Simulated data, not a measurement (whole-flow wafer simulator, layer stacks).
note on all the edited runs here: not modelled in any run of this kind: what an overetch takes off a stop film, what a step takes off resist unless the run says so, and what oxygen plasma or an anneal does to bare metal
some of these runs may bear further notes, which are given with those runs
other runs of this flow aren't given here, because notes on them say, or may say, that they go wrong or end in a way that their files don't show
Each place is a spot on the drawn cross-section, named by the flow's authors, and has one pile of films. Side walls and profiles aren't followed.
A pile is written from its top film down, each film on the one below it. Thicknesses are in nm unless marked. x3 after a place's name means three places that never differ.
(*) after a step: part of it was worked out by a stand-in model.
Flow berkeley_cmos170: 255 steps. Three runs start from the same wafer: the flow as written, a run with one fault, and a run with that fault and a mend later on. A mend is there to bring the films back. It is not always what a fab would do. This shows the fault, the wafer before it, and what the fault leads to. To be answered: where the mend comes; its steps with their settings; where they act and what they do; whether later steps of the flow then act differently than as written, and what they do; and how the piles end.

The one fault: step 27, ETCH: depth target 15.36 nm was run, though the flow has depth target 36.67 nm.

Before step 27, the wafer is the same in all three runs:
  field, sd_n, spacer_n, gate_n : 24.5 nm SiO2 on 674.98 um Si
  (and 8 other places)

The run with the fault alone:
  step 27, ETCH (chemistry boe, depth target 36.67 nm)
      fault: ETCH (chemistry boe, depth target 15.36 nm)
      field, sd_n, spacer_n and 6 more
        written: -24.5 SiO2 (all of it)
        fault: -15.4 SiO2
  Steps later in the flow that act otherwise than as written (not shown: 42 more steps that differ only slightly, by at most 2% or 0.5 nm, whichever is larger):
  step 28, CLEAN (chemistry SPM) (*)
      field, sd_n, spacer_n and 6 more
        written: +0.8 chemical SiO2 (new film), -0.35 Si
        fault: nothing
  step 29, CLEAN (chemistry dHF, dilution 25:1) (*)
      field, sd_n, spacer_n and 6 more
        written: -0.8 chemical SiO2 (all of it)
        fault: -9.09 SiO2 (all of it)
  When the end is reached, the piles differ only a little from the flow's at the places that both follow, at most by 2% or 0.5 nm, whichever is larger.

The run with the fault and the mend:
  The mend follows step 27.
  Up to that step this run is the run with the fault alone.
  step 27a, ETCH (chemistry boe, depth target 21.3 nm) (a further turn of the flow's step 27, with different settings)
      field, sd_n, spacer_n and 6 more
        -9.09 SiO2 (all of it)
  Every later step of the flow that is run acts as written at every place that is followed.
  At every place that both follow, the piles at the end match the flow's.
